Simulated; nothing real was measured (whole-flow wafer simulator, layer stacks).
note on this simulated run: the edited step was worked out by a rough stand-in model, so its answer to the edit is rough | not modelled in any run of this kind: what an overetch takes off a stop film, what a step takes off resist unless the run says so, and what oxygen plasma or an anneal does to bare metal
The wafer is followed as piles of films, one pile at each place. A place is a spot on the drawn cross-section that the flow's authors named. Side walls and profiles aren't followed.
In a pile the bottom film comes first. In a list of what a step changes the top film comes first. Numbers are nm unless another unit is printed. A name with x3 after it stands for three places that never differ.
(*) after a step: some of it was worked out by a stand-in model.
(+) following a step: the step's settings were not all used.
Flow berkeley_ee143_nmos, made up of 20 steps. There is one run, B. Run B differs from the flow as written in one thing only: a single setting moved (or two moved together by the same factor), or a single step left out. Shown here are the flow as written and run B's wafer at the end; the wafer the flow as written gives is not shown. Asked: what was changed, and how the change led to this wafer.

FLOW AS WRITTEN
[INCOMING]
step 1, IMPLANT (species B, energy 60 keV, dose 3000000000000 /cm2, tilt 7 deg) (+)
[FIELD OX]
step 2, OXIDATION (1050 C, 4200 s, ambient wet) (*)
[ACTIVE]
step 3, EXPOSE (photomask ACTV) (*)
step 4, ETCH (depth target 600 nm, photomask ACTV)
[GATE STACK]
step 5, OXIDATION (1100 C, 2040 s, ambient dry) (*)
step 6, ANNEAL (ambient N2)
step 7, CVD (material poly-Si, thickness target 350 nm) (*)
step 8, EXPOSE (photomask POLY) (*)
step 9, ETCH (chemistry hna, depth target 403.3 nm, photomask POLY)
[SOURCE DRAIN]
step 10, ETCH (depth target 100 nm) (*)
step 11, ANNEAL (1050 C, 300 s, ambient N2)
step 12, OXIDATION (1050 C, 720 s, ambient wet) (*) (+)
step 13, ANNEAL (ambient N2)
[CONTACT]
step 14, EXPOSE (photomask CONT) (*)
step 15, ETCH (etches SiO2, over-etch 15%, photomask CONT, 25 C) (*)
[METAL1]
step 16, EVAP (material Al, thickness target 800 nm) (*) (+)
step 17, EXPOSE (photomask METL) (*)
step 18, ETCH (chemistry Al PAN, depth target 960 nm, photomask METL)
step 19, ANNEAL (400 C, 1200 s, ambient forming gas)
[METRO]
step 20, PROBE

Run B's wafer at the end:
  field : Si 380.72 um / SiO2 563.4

What caused this: step 10, ETCH: depth target 82 nm was run, whereas the flow has depth target 100 nm.

The path from the change to this, step by step:
  step 10, ETCH (depth target 100 nm) (*)
      field: SiO2 loses 82 (it would be, as written: SiO2 loses 100)
  step 12, OXIDATION (1050 C, 720 s, ambient wet) (*) (+)
      field: SiO2 gains 67.4, Si loses 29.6 (it would be, as written: SiO2 gains 69.1, Si loses 30.4)
